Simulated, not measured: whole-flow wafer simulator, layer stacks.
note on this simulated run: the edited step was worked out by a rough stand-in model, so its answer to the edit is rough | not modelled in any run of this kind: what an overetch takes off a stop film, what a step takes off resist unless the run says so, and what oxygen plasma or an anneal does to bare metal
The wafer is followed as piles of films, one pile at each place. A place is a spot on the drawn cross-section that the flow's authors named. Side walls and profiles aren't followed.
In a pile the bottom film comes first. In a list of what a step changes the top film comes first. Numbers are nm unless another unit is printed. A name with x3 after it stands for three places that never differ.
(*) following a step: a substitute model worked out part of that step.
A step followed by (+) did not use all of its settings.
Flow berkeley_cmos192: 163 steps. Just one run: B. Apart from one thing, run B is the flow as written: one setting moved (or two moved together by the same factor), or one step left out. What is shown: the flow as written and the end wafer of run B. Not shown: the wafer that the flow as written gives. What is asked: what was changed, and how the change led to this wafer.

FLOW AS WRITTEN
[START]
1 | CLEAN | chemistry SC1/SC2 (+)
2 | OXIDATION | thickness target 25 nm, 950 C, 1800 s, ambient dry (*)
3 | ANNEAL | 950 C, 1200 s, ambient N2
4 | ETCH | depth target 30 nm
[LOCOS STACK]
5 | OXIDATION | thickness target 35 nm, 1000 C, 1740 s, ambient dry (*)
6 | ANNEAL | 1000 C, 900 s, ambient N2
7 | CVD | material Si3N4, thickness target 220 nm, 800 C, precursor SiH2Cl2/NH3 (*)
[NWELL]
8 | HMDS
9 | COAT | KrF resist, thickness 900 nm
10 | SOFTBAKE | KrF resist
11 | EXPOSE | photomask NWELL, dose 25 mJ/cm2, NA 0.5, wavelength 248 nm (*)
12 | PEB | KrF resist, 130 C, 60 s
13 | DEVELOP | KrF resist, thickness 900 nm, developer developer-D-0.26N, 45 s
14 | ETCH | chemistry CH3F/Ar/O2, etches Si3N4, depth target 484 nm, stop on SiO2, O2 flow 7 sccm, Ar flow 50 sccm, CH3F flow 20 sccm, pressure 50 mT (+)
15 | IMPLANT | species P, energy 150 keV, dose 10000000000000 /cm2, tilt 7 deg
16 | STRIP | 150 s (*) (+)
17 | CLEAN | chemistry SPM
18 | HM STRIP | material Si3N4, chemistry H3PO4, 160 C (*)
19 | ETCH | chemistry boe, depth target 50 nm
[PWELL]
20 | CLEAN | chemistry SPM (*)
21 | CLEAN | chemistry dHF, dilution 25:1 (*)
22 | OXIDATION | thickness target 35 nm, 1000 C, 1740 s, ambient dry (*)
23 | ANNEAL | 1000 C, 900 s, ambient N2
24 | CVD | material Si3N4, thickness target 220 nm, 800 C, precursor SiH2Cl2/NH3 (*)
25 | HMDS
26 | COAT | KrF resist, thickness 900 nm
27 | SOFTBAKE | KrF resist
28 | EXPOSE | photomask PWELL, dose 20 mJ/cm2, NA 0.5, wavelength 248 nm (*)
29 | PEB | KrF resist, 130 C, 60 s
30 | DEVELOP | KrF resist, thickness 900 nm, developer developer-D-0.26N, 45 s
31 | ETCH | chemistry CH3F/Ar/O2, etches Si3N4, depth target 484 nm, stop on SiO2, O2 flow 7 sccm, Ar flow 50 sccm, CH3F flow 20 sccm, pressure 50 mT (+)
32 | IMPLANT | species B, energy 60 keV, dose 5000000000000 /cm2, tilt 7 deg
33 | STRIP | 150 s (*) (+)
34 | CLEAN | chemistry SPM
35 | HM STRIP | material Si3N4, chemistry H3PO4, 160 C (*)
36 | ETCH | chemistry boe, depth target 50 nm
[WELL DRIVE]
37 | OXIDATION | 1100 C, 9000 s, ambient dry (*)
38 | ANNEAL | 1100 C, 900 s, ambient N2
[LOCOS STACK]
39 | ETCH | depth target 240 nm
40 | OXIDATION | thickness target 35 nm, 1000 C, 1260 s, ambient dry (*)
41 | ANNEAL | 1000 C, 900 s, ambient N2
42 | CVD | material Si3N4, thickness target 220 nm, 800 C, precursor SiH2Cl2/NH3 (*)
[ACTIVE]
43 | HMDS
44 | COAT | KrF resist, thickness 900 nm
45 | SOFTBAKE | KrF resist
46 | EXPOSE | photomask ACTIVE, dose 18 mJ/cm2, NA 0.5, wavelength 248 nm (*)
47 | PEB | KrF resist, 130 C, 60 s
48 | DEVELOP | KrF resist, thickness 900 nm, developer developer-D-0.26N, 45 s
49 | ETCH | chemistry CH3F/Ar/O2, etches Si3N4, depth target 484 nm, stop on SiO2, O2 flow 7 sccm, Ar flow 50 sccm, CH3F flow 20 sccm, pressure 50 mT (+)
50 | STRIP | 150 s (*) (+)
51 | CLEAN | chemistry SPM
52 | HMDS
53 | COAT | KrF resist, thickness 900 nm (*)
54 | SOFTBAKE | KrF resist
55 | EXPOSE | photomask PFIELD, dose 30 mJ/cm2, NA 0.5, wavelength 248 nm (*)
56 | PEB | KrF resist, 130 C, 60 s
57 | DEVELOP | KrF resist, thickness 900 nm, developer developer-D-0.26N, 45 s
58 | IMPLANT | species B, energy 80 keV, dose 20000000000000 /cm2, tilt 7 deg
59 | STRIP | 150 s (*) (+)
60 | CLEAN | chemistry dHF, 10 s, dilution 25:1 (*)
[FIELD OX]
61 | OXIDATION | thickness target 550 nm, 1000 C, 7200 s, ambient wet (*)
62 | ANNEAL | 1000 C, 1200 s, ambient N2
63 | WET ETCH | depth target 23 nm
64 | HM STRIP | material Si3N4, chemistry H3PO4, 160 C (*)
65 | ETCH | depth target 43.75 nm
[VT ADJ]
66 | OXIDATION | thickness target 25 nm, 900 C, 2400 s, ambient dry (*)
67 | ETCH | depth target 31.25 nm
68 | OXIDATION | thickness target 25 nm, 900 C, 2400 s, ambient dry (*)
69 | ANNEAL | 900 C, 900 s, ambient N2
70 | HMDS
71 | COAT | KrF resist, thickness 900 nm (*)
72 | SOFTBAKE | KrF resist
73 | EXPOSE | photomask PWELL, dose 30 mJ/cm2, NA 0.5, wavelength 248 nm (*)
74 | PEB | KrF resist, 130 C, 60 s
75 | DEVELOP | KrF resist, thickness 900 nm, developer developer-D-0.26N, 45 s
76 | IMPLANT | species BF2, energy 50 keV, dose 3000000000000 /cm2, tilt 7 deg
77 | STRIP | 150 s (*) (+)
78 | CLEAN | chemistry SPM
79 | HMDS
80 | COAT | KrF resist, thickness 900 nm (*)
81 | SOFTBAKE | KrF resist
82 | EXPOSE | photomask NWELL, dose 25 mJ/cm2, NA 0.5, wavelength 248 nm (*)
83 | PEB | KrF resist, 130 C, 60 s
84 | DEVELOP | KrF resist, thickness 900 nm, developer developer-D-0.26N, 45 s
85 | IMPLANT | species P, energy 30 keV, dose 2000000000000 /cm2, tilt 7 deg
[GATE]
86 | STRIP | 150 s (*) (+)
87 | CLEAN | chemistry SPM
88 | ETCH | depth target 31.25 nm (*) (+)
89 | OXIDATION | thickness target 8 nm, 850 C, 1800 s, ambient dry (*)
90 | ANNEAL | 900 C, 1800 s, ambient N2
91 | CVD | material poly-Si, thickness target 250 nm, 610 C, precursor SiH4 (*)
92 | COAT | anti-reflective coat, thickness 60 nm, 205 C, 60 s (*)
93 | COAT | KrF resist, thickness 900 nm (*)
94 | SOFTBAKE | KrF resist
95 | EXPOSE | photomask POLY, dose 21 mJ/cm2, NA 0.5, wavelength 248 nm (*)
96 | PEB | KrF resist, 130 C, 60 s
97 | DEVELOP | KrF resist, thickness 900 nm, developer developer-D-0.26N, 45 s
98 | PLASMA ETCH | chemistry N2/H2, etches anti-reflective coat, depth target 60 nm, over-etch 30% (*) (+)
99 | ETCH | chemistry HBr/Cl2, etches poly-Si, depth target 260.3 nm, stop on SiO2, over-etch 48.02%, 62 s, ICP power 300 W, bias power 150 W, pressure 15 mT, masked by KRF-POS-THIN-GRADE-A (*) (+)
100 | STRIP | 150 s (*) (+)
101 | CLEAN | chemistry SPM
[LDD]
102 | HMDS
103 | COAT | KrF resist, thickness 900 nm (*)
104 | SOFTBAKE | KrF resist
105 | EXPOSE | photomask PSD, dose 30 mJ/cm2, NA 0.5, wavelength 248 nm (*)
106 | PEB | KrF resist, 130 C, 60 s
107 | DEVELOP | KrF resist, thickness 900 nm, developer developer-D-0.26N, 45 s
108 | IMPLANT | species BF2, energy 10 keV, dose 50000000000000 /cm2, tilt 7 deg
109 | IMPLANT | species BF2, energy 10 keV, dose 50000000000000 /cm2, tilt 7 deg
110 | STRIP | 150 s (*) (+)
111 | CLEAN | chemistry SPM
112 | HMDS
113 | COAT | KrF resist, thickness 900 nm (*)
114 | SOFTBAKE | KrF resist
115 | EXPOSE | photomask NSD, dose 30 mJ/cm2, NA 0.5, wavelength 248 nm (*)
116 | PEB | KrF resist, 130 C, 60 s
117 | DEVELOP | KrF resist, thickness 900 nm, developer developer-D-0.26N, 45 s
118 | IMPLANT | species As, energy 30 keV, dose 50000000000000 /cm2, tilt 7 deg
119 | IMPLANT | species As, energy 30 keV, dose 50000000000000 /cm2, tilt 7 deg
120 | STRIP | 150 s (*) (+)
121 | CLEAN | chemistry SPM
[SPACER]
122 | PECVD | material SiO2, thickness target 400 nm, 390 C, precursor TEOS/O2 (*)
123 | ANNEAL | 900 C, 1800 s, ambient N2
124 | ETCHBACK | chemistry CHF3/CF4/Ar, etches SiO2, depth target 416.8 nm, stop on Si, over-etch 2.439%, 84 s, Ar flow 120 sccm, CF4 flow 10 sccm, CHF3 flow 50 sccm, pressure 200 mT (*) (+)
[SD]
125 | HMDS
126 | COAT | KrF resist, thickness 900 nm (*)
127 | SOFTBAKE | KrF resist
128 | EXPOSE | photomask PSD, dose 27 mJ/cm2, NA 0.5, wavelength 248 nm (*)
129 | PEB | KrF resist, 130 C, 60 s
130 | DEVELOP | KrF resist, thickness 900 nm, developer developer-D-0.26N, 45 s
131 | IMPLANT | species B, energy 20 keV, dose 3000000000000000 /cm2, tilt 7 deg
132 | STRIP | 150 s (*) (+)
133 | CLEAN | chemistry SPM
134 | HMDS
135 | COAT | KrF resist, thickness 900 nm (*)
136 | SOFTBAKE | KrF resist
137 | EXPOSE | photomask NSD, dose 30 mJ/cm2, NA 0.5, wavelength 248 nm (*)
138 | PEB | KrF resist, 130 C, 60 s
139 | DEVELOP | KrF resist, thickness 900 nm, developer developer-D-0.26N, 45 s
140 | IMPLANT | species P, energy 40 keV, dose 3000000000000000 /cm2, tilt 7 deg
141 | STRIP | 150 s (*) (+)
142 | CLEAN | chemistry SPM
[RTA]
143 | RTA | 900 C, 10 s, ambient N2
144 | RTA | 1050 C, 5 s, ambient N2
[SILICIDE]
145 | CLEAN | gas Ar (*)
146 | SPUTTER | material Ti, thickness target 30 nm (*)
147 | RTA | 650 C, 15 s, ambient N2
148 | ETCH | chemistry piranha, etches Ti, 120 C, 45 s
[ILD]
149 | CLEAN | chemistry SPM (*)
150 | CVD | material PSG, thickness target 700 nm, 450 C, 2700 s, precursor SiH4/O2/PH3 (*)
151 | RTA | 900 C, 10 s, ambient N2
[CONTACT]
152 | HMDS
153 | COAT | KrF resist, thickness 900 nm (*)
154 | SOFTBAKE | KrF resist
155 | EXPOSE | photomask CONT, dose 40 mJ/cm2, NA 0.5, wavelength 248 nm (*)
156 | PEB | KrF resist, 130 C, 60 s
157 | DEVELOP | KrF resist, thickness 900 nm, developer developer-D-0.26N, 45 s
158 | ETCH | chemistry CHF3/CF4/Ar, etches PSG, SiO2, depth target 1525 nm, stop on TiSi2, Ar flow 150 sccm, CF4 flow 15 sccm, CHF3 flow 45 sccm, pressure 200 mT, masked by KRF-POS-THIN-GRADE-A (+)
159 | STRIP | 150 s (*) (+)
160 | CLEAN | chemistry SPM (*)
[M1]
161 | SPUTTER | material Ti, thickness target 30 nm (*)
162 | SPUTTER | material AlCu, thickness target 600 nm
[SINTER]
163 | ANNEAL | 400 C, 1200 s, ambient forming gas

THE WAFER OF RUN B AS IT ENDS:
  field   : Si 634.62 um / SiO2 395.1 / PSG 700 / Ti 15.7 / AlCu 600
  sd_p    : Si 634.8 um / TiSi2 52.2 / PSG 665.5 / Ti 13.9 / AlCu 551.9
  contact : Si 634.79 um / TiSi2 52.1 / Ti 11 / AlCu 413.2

Cause: step 161, SPUTTER: thickness target 15.72 nm was run, though the flow has thickness target 30 nm.
One can read it off the wafer: field has Ti 15.7, and step 161 as written asks for 30 nm.

Step by step, how the change led to this:
  161 | SPUTTER | material Ti, thickness target 30 nm (*)
      field, sd_n, spacer_n, gate, spacer_p, gate_p, m1: +15.7 Ti (new film) (it would be, as written: +30 Ti (new film))
      sd_p: +13.9 Ti (new film) (it would be, as written: +26.6 Ti (new film))
      (and at 1 other place as well)
